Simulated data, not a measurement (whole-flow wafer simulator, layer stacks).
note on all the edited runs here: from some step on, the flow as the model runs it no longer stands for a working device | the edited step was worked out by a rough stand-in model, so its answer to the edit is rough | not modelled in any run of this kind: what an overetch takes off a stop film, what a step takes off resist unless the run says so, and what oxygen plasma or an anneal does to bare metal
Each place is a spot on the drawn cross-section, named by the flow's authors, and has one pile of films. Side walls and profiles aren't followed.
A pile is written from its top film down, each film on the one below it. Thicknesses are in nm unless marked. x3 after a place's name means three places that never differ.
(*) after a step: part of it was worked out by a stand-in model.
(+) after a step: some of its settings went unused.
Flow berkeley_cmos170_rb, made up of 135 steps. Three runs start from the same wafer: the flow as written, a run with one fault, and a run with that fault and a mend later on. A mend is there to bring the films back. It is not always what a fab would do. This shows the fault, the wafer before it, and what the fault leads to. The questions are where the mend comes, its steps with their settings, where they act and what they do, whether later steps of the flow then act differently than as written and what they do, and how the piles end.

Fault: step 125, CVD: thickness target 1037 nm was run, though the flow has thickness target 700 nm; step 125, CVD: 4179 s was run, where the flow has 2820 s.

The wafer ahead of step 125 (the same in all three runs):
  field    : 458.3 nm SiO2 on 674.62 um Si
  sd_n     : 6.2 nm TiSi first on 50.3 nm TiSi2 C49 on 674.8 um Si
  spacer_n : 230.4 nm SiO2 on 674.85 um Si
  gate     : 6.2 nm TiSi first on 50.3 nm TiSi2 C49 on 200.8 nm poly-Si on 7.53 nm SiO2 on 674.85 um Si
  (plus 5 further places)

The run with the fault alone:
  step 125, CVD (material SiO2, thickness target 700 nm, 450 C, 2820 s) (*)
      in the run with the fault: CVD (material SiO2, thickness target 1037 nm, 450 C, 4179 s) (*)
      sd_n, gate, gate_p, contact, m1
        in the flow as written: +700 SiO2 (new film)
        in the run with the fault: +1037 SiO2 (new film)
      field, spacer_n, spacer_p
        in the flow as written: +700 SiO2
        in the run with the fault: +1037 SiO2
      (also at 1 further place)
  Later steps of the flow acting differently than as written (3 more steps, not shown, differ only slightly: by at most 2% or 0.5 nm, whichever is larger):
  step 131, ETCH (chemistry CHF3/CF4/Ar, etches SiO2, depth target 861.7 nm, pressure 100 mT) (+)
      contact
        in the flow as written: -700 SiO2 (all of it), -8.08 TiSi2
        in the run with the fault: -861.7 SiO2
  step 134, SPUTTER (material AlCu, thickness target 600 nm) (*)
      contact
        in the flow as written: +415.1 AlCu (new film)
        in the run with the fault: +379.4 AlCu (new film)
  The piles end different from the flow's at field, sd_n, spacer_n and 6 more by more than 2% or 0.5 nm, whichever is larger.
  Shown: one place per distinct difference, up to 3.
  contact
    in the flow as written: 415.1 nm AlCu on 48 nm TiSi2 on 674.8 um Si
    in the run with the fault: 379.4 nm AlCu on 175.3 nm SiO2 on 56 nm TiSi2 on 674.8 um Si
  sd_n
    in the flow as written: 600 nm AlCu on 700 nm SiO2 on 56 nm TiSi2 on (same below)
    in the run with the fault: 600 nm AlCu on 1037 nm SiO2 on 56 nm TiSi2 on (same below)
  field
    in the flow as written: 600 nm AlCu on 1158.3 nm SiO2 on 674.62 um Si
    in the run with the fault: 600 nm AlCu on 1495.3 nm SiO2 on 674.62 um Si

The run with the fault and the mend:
  After step 125 comes the mend.
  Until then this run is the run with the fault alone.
  step 125a, ETCH (chemistry boe, depth target 334.7 nm)
      field, sd_n, spacer_n and 6 more
        -334.7 SiO2
  Later steps of the flow that are run all act as written at every place that is followed, up to a difference of at most 2% or 0.5 nm, whichever is larger.
  When the end is reached, the piles differ only a little from the flow's at the places that both follow, at most by 2% or 0.5 nm, whichever is larger.
